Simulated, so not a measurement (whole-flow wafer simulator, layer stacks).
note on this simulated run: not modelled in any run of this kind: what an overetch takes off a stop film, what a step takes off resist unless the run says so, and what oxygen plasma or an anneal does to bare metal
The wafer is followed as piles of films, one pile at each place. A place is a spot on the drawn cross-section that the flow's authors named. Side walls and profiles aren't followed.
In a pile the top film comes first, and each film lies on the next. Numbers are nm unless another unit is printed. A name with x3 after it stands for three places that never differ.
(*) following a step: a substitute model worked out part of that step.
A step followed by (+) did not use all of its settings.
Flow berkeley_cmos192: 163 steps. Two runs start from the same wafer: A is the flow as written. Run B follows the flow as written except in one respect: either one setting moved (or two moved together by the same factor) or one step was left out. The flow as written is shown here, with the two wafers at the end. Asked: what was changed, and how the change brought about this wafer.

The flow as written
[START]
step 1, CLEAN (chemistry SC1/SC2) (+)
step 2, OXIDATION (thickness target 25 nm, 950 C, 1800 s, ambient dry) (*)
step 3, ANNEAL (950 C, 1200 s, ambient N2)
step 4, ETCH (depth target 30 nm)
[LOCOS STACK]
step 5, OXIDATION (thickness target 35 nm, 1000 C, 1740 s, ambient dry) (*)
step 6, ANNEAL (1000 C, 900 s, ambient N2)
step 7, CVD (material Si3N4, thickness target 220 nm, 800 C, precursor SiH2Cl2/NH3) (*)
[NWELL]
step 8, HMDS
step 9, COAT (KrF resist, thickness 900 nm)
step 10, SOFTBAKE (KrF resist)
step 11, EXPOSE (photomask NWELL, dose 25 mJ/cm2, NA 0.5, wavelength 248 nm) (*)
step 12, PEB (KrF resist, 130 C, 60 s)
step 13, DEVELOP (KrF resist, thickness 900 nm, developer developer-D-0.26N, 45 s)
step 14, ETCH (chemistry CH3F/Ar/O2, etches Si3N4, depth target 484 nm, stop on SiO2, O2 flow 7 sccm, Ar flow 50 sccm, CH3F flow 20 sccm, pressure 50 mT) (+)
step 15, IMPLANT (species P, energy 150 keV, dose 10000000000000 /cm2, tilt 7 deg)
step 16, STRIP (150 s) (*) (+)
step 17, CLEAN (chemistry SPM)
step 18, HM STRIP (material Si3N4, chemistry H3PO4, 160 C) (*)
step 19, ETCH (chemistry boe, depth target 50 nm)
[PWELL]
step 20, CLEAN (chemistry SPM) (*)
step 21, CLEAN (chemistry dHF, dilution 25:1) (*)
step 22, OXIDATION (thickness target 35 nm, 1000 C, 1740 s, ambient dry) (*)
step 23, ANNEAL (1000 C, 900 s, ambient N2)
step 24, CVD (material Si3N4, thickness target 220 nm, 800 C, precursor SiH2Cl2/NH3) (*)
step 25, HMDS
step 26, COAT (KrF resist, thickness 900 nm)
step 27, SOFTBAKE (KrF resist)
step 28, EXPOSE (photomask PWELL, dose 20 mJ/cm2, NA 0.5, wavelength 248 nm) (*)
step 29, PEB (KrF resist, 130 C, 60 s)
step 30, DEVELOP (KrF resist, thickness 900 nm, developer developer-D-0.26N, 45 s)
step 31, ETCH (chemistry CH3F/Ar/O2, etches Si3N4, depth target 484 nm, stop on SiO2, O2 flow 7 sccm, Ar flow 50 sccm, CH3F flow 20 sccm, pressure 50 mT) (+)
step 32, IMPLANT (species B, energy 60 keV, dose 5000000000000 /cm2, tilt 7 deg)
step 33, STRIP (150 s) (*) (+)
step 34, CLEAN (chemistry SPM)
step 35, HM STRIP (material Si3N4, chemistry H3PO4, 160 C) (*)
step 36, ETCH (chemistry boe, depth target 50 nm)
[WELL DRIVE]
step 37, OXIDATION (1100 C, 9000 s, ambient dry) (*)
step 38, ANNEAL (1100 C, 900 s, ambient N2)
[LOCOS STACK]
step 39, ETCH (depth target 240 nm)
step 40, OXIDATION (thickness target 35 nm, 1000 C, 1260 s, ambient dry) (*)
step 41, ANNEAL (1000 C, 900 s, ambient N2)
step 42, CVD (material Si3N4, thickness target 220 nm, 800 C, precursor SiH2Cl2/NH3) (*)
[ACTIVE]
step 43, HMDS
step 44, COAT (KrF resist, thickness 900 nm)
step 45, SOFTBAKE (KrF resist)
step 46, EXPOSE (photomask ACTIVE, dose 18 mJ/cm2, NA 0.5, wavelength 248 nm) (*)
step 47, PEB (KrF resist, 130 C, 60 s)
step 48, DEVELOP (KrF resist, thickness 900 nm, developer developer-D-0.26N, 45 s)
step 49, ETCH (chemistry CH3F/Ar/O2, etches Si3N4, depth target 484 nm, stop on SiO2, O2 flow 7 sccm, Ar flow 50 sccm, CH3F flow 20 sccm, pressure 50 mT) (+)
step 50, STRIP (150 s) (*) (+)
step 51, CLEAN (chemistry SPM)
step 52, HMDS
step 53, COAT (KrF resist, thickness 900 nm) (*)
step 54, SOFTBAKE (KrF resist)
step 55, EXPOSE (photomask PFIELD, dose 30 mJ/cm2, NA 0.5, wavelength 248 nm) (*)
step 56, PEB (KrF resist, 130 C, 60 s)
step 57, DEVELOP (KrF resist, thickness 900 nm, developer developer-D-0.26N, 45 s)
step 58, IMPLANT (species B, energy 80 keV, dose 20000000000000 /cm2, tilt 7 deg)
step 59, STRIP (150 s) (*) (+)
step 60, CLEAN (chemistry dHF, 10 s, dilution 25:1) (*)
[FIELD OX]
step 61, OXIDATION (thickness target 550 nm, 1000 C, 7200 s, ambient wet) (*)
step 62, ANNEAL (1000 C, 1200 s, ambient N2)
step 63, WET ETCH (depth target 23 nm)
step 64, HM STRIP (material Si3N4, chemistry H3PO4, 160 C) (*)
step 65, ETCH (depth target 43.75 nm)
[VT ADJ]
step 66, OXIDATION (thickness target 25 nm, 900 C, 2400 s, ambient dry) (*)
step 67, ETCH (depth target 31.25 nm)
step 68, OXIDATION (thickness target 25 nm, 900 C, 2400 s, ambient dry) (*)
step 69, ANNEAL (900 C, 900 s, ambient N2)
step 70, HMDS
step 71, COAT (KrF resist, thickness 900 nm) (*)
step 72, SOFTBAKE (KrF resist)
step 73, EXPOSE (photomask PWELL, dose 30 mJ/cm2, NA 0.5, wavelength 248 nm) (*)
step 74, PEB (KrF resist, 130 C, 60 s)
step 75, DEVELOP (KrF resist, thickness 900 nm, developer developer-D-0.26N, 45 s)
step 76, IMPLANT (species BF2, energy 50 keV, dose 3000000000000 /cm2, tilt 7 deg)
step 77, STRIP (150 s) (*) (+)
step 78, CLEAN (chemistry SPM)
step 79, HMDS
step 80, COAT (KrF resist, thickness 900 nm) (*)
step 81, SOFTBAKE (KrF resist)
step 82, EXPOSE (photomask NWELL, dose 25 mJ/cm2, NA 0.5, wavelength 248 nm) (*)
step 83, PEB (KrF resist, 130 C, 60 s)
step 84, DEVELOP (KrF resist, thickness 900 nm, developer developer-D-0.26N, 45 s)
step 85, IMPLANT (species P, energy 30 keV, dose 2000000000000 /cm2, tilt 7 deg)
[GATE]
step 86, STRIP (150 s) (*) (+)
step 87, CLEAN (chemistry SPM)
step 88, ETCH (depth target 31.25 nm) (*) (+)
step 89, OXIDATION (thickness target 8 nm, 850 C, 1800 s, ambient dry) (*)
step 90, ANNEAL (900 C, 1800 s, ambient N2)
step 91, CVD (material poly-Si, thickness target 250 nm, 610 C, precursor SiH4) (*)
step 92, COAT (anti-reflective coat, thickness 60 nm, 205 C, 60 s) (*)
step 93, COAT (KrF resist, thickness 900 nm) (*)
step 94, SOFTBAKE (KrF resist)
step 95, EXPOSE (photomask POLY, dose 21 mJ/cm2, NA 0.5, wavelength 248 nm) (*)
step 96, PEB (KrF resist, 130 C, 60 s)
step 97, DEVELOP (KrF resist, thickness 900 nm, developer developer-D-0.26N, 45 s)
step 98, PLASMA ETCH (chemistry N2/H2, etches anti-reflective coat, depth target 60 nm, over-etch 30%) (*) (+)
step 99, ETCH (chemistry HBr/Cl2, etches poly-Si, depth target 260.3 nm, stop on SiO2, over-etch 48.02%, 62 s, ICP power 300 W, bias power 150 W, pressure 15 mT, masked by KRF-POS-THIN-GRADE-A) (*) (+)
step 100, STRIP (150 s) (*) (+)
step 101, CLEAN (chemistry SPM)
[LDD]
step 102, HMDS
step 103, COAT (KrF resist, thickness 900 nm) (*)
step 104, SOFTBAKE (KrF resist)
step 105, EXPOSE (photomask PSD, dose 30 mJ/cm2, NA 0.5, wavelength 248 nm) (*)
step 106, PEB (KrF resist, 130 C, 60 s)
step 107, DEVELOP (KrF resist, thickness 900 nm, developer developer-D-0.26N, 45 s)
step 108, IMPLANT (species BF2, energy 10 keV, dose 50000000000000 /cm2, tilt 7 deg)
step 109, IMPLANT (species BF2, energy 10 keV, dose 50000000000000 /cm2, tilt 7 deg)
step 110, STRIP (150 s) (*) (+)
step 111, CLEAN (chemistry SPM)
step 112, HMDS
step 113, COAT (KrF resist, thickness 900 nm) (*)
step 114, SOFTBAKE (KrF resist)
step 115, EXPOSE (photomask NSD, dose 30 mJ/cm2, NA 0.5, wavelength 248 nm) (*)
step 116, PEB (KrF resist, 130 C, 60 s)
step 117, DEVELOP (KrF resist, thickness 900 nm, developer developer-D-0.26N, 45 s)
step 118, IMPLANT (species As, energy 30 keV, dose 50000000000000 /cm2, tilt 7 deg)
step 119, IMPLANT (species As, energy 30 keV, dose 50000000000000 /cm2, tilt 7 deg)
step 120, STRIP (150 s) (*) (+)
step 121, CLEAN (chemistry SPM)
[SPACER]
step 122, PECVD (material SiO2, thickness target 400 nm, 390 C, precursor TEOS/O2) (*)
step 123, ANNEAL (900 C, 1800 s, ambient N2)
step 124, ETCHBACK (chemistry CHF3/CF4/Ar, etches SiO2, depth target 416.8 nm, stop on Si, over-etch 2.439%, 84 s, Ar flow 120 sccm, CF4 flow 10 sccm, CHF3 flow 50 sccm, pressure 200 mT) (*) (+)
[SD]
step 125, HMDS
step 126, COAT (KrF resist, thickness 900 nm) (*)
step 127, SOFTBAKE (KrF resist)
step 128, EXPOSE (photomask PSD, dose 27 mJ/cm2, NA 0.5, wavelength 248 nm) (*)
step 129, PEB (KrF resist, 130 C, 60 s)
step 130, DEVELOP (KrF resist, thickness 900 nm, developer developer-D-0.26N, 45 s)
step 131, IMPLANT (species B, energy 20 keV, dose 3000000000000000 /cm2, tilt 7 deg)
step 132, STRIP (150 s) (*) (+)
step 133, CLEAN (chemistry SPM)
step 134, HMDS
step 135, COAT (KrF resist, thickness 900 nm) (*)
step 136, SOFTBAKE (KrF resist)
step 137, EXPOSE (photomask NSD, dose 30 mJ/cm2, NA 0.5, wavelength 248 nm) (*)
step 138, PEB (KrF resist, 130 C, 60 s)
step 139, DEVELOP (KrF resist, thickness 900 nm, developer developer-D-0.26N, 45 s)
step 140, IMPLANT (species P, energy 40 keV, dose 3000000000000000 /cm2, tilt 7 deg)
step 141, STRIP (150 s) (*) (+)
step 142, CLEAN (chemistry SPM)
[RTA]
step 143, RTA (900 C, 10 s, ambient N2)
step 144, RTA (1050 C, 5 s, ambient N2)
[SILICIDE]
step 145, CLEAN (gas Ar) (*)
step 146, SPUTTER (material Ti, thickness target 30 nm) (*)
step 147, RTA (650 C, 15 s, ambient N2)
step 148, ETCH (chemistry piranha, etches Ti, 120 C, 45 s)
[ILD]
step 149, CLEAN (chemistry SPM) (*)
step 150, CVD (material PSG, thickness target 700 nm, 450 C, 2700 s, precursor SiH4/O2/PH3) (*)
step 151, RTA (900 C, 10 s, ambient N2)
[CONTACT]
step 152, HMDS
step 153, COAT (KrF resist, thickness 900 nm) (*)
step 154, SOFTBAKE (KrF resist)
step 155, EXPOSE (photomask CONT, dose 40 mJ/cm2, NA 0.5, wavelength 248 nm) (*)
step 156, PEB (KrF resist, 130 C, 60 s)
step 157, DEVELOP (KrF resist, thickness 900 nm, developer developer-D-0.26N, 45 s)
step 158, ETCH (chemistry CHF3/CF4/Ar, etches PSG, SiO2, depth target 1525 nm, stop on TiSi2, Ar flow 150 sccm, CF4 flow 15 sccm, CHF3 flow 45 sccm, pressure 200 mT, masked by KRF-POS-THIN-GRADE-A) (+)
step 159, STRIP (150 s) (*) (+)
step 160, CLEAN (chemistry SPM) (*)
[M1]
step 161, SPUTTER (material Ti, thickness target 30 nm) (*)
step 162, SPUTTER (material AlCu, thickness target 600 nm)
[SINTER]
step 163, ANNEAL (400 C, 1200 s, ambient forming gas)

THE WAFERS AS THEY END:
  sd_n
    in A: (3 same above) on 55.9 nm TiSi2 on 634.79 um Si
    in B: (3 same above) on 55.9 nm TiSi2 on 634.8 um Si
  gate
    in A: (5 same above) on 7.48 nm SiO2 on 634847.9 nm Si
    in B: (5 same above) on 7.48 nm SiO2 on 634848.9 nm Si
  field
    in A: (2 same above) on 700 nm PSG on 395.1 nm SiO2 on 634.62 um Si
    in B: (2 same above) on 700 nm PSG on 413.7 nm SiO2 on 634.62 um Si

What caused this: step 67, ETCH: depth target 12.5 nm was run, whereas the flow has depth target 31.25 nm.

The path from the change to this, step by step:
  step 67, ETCH (depth target 31.25 nm)
      sd_n, spacer_n, gate, sd_p, spacer_p, gate_p, contact, m1: A SiO2 loses 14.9 (all of it) | B SiO2 loses 12.5
      field: A SiO2 loses 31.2 | B SiO2 loses 12.5
  step 68, OXIDATION (thickness target 25 nm, 900 C, 2400 s, ambient dry) (*)
      sd_n, spacer_n, gate, sd_p, spacer_p, gate_p, contact, m1: A SiO2 gains 14.9 (new film), Si loses 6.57 | B SiO2 gains 12.7, Si loses 5.58
  step 92, COAT (anti-reflective coat, thickness 60 nm, 205 C, 60 s) (*)
      sd_n: A anti-reflective coat gains 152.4 (new film) | B anti-reflective coat gains 164.8 (new film)
      spacer_n: A anti-reflective coat gains 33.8 (new film) | B anti-reflective coat gains 29.6 (new film)
      (as well as at 6 more places)
  step 98, PLASMA ETCH (chemistry N2/H2, etches anti-reflective coat, depth target 60 nm, over-etch 30%) (*) (+)
      sd_n: A anti-reflective coat loses 152.4 (all of it), poly-Si loses 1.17 | B anti-reflective coat loses 164.8 (all of it), poly-Si loses 1.27
      spacer_n: A anti-reflective coat loses 33.8 (all of it), poly-Si loses 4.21 | B anti-reflective coat loses 29.6 (all of it), poly-Si loses 4.74
      (as well as at 4 more places)
  step 100, STRIP (150 s) (*) (+)
      gate: A chemical SiO2 gains 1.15 (new film), KrF resist loses 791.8 (all of it), anti-reflective coat loses 30 (all of it), poly-Si loses 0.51 | B chemical SiO2 gains 1.15 (new film), KrF resist loses 806.7 (all of it), anti-reflective coat loses 25.5 (all of it), poly-Si loses 0.51
      gate_p: A chemical SiO2 gains 1.15 (new film), KrF resist loses 765.1 (all of it), anti-reflective coat loses 31 (all of it), poly-Si loses 0.51 | B chemical SiO2 gains 1.15 (new film), KrF resist loses 774.8 (all of it), anti-reflective coat loses 27.9 (all of it), poly-Si loses 0.51
  step 147, RTA (650 C, 15 s, ambient N2)
      sd_p: A Ti loses 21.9, TiSi first gains 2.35 (new film), TiSi2 C49 gains 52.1 (new film), Si loses 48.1 | B Ti loses 21.6, TiSi first gains 1.62 (new film), TiSi2 C49 gains 52.4 (new film), Si loses 47.9
  step 151, RTA (900 C, 10 s, ambient N2)
      sd_p: A under 1 film: TiSi2 gains 52.2 (new film), TiSi first loses 2.25 (all of it), TiSi2 C49 loses 52.1 (all of it), Si loses 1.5 | B under 1 film: TiSi2 gains 51.5 (new film), TiSi first loses 1.52 (all of it), TiSi2 C49 loses 52.4 (all of it), Si loses 1.01
